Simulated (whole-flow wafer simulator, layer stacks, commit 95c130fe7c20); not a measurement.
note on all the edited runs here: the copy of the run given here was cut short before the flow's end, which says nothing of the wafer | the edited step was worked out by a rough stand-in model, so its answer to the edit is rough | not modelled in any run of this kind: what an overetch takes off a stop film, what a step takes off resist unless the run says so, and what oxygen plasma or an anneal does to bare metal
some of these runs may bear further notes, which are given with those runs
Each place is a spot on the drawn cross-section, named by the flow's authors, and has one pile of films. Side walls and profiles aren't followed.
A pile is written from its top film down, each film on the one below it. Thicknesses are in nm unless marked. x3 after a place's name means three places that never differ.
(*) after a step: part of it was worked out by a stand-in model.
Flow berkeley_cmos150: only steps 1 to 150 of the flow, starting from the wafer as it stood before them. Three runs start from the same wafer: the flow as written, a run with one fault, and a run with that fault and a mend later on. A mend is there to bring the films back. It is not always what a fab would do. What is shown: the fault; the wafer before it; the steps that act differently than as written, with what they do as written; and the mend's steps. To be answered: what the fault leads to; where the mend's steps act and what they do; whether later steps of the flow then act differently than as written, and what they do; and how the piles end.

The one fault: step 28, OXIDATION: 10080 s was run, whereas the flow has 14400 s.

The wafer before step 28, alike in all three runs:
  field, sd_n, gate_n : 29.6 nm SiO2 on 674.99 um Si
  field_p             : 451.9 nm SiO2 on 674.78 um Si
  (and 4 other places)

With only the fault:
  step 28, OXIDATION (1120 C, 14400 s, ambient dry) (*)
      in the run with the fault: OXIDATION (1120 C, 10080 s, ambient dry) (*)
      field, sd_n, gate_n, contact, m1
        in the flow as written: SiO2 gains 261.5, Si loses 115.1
        in the run with the fault: SiO2 gains 208.1, Si loses 91.6
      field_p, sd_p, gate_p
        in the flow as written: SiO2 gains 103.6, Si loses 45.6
        in the run with the fault: SiO2 gains 74.4, Si loses 32.7
  Steps later in the flow that act otherwise than as written (44 other steps are not shown; they differ only slightly, by no more than 2% or 0.5 nm, whichever is larger):
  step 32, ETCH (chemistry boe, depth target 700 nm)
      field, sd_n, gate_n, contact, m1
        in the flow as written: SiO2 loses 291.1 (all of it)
        in the run with the fault: SiO2 loses 237.7 (all of it)
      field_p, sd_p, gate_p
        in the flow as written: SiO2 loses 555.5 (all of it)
        in the run with the fault: SiO2 loses 526.3 (all of it)
  The piles end only slightly different from the flow's at the places that both follow, by no more than 2% or 0.5 nm, whichever is larger.

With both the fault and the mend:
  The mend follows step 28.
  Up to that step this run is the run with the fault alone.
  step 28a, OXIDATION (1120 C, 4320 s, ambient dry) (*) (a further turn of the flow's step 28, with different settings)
      field, sd_n, gate_n, contact, m1
        SiO2 gains 53.4, Si loses 23.5
      field_p, sd_p, gate_p
        SiO2 gains 29.2, Si loses 12.8
  None of the later steps of the flow acts differently than as written at any place that is followed.
  The piles end the same as the flow's at every place that both follow.
